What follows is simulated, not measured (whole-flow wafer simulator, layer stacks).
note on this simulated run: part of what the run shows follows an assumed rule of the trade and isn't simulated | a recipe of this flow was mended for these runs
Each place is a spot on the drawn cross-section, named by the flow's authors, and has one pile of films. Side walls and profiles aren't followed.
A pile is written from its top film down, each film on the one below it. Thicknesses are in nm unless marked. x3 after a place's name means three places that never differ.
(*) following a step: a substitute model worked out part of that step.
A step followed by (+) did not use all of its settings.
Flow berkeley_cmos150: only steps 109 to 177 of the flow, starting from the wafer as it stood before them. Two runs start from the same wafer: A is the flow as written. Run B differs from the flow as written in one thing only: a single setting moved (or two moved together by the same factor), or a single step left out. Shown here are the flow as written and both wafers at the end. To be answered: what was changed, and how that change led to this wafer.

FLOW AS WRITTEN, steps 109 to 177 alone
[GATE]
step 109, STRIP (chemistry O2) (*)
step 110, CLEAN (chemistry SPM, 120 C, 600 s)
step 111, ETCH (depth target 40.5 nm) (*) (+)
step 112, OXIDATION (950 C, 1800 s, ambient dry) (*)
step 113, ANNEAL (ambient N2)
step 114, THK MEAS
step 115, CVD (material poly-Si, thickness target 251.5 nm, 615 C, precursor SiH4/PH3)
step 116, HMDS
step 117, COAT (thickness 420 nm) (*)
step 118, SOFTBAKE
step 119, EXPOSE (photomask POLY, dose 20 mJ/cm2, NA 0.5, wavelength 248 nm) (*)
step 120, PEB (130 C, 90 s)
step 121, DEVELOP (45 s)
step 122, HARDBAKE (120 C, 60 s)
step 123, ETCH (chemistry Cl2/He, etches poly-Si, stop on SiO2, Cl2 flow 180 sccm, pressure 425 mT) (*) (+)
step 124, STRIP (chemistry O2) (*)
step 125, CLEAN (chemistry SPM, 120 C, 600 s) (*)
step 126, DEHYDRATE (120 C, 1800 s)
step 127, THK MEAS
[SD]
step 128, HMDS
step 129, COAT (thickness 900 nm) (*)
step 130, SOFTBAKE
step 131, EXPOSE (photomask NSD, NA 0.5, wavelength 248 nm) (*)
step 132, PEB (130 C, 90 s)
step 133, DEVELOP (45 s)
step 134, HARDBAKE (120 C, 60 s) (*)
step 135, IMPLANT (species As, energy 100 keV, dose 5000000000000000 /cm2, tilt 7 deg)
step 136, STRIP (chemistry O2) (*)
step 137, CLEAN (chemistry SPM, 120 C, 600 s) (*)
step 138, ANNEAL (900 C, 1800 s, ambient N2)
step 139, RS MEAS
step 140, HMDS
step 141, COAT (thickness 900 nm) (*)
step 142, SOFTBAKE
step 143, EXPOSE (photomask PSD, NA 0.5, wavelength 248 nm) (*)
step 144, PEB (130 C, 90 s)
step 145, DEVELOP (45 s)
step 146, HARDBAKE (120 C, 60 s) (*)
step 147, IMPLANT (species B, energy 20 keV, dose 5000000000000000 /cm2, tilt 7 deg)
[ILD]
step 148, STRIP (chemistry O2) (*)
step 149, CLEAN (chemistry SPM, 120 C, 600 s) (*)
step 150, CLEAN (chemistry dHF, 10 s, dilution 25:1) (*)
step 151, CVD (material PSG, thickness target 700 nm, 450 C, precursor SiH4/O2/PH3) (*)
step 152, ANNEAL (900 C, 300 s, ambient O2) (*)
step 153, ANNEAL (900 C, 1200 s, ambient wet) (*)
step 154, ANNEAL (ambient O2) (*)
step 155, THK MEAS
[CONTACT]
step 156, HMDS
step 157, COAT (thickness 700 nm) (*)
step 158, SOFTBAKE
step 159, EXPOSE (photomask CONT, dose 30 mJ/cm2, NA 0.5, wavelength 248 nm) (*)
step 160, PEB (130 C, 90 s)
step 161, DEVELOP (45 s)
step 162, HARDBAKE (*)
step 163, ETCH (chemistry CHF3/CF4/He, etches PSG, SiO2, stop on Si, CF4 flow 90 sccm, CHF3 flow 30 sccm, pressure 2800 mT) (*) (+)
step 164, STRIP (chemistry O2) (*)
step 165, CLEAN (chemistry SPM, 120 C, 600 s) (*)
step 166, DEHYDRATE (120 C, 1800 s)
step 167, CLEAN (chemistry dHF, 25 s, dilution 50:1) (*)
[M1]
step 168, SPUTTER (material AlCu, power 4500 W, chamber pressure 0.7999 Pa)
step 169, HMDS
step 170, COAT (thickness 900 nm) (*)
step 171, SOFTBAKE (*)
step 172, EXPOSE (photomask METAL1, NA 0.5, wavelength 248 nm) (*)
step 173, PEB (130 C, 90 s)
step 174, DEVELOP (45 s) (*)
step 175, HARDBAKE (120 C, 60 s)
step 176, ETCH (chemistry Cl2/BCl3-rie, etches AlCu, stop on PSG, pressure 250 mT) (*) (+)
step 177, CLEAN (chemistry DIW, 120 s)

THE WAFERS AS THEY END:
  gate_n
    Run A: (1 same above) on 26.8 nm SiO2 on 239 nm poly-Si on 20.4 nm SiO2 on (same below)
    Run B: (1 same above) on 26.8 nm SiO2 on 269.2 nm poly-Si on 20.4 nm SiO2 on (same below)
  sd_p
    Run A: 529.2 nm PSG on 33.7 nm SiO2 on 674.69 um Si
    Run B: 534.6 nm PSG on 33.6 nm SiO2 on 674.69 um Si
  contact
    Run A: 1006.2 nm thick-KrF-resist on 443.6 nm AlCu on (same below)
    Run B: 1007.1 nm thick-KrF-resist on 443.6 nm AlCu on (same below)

The reason: step 115, CVD: thickness target 281.7 nm was run, while the flow as written has thickness target 251.5 nm.

The path from the change to this, step by step:
  step 115, CVD (material poly-Si, thickness target 251.5 nm, 615 C, precursor SiH4/PH3)
      field, field_p, sd_n, gate_n, sd_p, gate_p, contact, m1: A +251.5 poly-Si (new film) | B +281.7 poly-Si (new film)
  step 123, ETCH (chemistry Cl2/He, etches poly-Si, stop on SiO2, Cl2 flow 180 sccm, pressure 425 mT) (*) (+)
      field, field_p, sd_n, sd_p, contact, m1: A -251.5 poly-Si (all of it), -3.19 SiO2 | B -281.7 poly-Si (all of it), -3.19 SiO2
      gate_n, gate_p: A -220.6 KrF-resist | B -242.2 KrF-resist
  step 124, STRIP (chemistry O2) (*)
      gate_n: A +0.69 chemical SiO2 (new film), -176.1 KrF-resist (all of it), -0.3 poly-Si | B +0.7 chemical SiO2 (new film), -153.6 KrF-resist (all of it), -0.31 poly-Si
      gate_p: A +0.69 chemical SiO2 (new film), -213.2 KrF-resist (all of it), -0.3 poly-Si | B +0.7 chemical SiO2 (new film), -190.7 KrF-resist (all of it), -0.31 poly-Si
  step 129, COAT (thickness 900 nm) (*)
      gate_n: A +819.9 thick-KrF-resist (new film) | B +795.2 thick-KrF-resist (new film)
      gate_p: A +888.9 thick-KrF-resist (new film) | B +863.9 thick-KrF-resist (new film)
  step 133, DEVELOP (45 s)
      gate_n: A -818.1 thick-KrF-resist (all of it) | B -793.4 thick-KrF-resist (all of it)
  step 136, STRIP (chemistry O2) (*)
      gate_p: A -873.6 thick-KrF-resist (all of it), +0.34 chemical SiO2, -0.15 poly-Si | B -848.6 thick-KrF-resist (all of it), +0.34 chemical SiO2, -0.15 poly-Si
  step 141, COAT (thickness 900 nm) (*)
      gate_n: A +819.7 thick-KrF-resist (new film) | B +795 thick-KrF-resist (new film)
      gate_p: A +888.8 thick-KrF-resist (new film) | B +863.8 thick-KrF-resist (new film)
  step 145, DEVELOP (45 s)
      gate_p: A -886.7 thick-KrF-resist (all of it) | B -861.7 thick-KrF-resist (all of it)
  step 148, STRIP (chemistry O2) (*)
      gate_n: A -804.5 thick-KrF-resist (all of it), +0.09 chemical SiO2, -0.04 poly-Si | B -779.8 thick-KrF-resist (all of it), +0.09 chemical SiO2, -0.04 poly-Si
  step 157, COAT (thickness 700 nm) (*)
      gate_n: A +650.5 KrF-resist (new film) | B +637.1 KrF-resist (new film)
  step 164, STRIP (chemistry O2) (*)
      gate_n: A -331.2 KrF-resist (all of it) | B -317.8 KrF-resist (all of it)
      gate_p: A -375.7 KrF-resist (all of it) | B -362.4 KrF-resist (all of it)
  step 170, COAT (thickness 900 nm) (*)
      gate_n: A +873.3 thick-KrF-resist (new film) | B +855.5 thick-KrF-resist (new film)
  step 174, DEVELOP (45 s) (*)
      gate_n: A -871.2 thick-KrF-resist (all of it), -10 AlCu | B -853.5 thick-KrF-resist (all of it), -10 AlCu
